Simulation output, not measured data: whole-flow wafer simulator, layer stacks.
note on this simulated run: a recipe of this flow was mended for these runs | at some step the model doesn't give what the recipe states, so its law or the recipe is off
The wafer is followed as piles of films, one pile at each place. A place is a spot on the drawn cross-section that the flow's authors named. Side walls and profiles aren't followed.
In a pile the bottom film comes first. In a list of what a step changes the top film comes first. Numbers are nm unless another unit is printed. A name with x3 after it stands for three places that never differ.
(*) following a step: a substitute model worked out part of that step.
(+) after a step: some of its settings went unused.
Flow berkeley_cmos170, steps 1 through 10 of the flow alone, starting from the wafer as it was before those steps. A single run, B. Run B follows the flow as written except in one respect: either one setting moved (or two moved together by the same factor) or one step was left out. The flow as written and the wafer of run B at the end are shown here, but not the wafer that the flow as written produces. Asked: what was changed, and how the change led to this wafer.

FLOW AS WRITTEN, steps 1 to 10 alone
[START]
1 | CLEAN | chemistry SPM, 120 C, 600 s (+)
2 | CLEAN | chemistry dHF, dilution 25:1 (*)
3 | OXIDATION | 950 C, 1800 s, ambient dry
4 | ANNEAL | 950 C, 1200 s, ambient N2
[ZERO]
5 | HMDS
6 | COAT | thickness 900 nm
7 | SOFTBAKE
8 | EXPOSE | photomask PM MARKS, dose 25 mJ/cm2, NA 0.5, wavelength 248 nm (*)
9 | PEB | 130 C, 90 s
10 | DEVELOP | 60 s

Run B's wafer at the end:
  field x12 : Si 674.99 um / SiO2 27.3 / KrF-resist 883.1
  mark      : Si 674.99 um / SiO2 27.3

The reason: step 3, OXIDATION: 2880 s was run, whereas the flow has 1800 s.

The path from the change to this, step by step:
  3 | OXIDATION | 950 C, 1800 s, ambient dry
      field x12, mark: SiO2 gains 27.3 (new film), Si loses 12 (it would be, as written: SiO2 gains 20.4 (new film), Si loses 8.98)
